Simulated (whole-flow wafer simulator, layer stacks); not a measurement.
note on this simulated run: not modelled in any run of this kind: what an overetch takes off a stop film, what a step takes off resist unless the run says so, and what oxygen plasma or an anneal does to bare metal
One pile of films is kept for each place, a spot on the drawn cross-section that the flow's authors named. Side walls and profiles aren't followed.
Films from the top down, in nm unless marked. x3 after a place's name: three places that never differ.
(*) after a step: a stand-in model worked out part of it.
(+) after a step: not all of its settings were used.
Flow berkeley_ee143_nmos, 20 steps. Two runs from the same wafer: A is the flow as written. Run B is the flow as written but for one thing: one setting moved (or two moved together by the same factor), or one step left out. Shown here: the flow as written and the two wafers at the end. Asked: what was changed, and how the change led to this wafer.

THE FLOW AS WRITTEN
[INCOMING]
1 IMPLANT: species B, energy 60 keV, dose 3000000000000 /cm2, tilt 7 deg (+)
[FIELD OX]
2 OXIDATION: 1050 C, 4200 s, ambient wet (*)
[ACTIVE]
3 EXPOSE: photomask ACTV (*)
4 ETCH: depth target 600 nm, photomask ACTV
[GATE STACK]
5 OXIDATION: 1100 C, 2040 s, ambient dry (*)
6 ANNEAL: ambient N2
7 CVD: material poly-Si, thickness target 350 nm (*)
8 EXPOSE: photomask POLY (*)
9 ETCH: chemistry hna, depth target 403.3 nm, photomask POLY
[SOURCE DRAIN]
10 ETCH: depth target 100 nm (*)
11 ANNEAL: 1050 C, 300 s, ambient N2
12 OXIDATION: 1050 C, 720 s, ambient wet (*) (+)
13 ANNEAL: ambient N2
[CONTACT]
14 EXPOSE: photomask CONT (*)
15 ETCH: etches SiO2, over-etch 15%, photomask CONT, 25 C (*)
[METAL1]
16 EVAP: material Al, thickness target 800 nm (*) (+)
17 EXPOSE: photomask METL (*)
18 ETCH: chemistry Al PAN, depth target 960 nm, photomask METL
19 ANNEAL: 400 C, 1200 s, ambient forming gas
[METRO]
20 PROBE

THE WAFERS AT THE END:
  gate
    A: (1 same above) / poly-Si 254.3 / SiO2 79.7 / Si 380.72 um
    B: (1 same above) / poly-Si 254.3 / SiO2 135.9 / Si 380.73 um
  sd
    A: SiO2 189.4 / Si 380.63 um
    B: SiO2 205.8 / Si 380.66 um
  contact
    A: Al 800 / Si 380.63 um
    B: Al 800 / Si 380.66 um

The cause: step 4, ETCH: depth target 469 nm was run, where the flow has depth target 600 nm.

How the change led to this, step by step:
  4 ETCH: depth target 600 nm, photomask ACTV
      gate, sd, contact: A SiO2 -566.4 (all of it) | B SiO2 -469
  5 OXIDATION: 1100 C, 2040 s, ambient dry (*)
      gate, sd, contact: A SiO2 +79.7 (new film), Si -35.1 | B SiO2 +38.6, Si -17
  10 ETCH: depth target 100 nm (*)
      sd, contact: A SiO2 -79.7 (all of it) | B SiO2 -100
  12 OXIDATION: 1050 C, 720 s, ambient wet (*) (+)
      sd, contact: A SiO2 +189.4 (new film), Si -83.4 | B SiO2 +169.9, Si -74.7
  15 ETCH: etches SiO2, over-etch 15%, photomask CONT, 25 C (*)
      contact: A SiO2 -189.4 (all of it) | B SiO2 -205.8 (all of it)
